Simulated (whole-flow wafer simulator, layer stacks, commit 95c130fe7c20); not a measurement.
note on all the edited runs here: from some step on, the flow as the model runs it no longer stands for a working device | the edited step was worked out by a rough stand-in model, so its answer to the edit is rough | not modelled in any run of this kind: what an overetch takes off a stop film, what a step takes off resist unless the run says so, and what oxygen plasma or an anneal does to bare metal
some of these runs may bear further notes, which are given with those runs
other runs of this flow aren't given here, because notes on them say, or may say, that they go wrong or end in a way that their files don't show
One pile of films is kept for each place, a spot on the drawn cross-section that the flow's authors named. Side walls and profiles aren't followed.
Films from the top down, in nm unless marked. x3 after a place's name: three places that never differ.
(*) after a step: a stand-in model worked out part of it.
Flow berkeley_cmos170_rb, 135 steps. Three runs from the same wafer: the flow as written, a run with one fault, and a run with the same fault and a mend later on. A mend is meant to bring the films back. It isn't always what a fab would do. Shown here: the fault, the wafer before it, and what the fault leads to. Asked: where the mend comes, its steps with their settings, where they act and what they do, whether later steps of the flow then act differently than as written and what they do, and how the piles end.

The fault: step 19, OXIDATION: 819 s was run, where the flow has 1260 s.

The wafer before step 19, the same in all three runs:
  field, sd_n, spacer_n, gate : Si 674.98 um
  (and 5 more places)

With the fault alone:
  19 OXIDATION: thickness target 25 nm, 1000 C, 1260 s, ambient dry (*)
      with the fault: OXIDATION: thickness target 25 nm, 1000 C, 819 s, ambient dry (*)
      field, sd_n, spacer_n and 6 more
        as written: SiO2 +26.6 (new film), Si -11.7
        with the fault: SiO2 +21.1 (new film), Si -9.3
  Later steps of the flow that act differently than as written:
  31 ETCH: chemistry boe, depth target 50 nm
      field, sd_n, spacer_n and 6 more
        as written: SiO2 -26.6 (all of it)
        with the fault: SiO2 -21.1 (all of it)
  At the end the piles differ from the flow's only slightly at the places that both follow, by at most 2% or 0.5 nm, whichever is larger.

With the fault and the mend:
  The mend comes after step 19.
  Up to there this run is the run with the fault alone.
  19a OXIDATION: thickness target 25 nm, 1000 C, 441 s, ambient dry (*) (the flow's step 19 once more, with other settings)
      field, sd_n, spacer_n and 6 more
        SiO2 +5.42, Si -2.39
  No later step of the flow acts differently than as written at any place that is followed.
  At the end the piles are the same as the flow's at every place that both follow.
